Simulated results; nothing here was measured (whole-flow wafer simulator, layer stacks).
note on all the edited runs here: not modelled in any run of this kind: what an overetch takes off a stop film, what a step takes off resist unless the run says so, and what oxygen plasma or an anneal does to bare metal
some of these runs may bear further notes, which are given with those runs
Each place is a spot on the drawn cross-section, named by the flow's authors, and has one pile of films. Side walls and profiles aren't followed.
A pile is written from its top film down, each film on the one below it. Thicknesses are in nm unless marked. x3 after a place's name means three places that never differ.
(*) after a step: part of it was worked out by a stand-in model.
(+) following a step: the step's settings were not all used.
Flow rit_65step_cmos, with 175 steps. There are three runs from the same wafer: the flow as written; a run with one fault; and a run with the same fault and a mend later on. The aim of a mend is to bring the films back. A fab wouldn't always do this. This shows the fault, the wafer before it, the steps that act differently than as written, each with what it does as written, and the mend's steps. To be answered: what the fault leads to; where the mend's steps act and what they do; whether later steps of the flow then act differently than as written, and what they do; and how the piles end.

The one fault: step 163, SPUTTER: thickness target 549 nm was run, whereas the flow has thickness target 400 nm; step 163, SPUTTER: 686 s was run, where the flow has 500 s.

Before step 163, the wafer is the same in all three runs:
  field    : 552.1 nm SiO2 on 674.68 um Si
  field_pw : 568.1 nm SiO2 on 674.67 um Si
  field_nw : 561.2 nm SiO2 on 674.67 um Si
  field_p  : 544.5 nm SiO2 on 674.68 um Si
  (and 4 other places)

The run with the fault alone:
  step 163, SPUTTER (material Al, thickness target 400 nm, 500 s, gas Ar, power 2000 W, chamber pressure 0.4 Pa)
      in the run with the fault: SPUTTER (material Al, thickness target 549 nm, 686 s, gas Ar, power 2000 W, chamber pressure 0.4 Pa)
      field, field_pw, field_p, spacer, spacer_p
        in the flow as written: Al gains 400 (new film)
        in the run with the fault: Al gains 549 (new film)
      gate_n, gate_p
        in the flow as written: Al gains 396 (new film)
        in the run with the fault: Al gains 523.4 (new film)
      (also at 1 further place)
  Steps later in the flow that act otherwise than as written (1 more step, not shown, differs only slightly: by at most 2% or 0.5 nm, whichever is larger):
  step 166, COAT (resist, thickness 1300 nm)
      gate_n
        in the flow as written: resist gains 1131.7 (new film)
        in the run with the fault: resist gains 1155.2 (new film)
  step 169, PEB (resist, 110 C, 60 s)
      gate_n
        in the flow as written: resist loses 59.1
        in the run with the fault: resist loses 60.4
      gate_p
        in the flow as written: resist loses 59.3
        in the run with the fault: resist loses 60.6
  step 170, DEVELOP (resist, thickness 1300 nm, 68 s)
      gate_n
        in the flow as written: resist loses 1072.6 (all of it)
        in the run with the fault: resist loses 1094.8 (all of it)
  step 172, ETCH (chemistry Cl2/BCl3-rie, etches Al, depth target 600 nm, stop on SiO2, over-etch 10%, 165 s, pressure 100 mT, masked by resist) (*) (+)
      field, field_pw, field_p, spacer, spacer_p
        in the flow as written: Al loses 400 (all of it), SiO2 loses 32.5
        in the run with the fault: Al loses 549 (all of it), SiO2 loses 13.9
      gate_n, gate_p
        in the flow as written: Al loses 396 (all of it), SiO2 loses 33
        in the run with the fault: Al loses 523.4 (all of it), SiO2 loses 17.1
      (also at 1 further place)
  By the end, the piles at field, field_pw, field_nw, field_p, gate_n, gate_p, spacer, spacer_p depart from the flow's by more than 2% or 0.5 nm, whichever is larger.
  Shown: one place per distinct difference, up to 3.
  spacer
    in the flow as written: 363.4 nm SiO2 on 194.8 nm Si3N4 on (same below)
    in the run with the fault: 382 nm SiO2 on 194.8 nm Si3N4 on (same below)
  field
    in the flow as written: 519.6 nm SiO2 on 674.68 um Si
    in the run with the fault: 538.2 nm SiO2 on 674.68 um Si
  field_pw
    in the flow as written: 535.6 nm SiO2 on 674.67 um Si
    in the run with the fault: 554.3 nm SiO2 on 674.67 um Si

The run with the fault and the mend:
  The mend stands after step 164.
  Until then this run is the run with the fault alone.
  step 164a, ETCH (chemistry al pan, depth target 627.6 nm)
      field, field_pw, field_nw, field_p, spacer, spacer_p
        Al loses 549 (all of it)
      gate_n, gate_p
        Al loses 523.4 (all of it)
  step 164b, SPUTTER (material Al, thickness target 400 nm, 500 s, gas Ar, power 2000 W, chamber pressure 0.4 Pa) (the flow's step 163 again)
      field, field_pw, field_p, spacer, spacer_p
        Al gains 400 (new film)
      gate_n, gate_p
        Al gains 396 (new film)
      field_nw
        Al gains 397.2 (new film)
  None of the later steps of the flow acts differently than as written at any place that is followed.
  By the end, the piles equal the flow's at every place that both follow.
